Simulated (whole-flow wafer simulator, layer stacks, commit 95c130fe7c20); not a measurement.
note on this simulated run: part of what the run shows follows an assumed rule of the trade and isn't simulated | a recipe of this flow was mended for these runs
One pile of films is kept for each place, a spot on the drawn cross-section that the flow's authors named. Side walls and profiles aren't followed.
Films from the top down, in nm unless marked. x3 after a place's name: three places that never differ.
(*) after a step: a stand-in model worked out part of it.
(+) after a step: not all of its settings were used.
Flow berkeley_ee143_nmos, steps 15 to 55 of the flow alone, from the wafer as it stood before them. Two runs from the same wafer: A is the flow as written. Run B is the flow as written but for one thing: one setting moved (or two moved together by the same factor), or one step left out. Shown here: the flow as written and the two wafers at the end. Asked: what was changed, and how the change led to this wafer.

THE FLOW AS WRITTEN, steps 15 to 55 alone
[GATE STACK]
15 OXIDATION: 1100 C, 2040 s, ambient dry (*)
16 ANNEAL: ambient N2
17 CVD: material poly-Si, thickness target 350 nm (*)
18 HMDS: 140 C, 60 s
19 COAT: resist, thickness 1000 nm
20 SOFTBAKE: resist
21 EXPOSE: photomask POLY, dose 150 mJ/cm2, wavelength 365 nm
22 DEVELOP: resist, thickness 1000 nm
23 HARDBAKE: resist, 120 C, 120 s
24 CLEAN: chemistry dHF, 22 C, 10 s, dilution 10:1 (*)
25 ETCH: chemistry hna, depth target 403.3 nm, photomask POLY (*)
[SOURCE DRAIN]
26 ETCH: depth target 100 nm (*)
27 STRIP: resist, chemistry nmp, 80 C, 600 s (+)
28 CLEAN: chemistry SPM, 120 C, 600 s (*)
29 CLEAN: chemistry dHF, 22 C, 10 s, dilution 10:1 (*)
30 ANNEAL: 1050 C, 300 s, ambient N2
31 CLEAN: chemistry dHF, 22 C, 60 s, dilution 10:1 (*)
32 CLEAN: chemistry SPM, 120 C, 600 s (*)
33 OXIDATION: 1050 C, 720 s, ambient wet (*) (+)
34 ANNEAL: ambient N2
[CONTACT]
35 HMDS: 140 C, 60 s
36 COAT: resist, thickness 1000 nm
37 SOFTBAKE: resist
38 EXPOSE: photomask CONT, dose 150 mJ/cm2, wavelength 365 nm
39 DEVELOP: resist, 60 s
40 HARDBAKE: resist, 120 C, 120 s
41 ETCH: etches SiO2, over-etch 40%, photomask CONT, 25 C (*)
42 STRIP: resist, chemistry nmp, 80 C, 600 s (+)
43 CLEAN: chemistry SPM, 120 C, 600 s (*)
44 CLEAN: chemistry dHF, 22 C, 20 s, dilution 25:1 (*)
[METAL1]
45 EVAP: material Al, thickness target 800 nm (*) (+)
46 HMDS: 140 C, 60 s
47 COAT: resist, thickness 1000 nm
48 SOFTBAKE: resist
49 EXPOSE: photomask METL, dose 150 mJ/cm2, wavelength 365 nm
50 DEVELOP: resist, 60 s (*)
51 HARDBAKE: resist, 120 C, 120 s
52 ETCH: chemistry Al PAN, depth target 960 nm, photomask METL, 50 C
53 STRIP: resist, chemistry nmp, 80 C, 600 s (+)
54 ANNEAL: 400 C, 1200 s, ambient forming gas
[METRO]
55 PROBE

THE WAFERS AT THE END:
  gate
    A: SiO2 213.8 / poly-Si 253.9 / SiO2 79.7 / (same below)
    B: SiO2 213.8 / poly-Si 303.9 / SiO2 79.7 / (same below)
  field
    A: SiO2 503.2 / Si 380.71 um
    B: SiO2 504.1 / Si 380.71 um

The cause: step 17, CVD: thickness target 400 nm was run, where the flow has thickness target 350 nm.

How the change led to this, step by step:
  17 CVD: material poly-Si, thickness target 350 nm (*)
      gate, sd, contact, field: A poly-Si +350 (new film) | B poly-Si +400 (new film)
  25 ETCH: chemistry hna, depth target 403.3 nm, photomask POLY (*)
      sd, contact, field: A poly-Si -350 (all of it), SiO2 -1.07 | B poly-Si -400 (all of it), SiO2 -0.07
  36 COAT: resist, thickness 1000 nm
      gate: A resist +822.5 (new film) | B resist +796.6 (new film)
  40 HARDBAKE: resist, 120 C, 120 s
      gate: A resist -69 | B resist -66.7
  42 STRIP: resist, chemistry nmp, 80 C, 600 s (+)
      gate: A resist -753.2 (all of it) | B resist -729.5 (all of it)
  47 COAT: resist, thickness 1000 nm
      gate: A resist +834.7 (new film) | B resist +810.4 (new film)
  50 DEVELOP: resist, 60 s (*)
      gate: A resist -834.7 (all of it), Al -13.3 | B resist -810.4 (all of it), Al -13.3
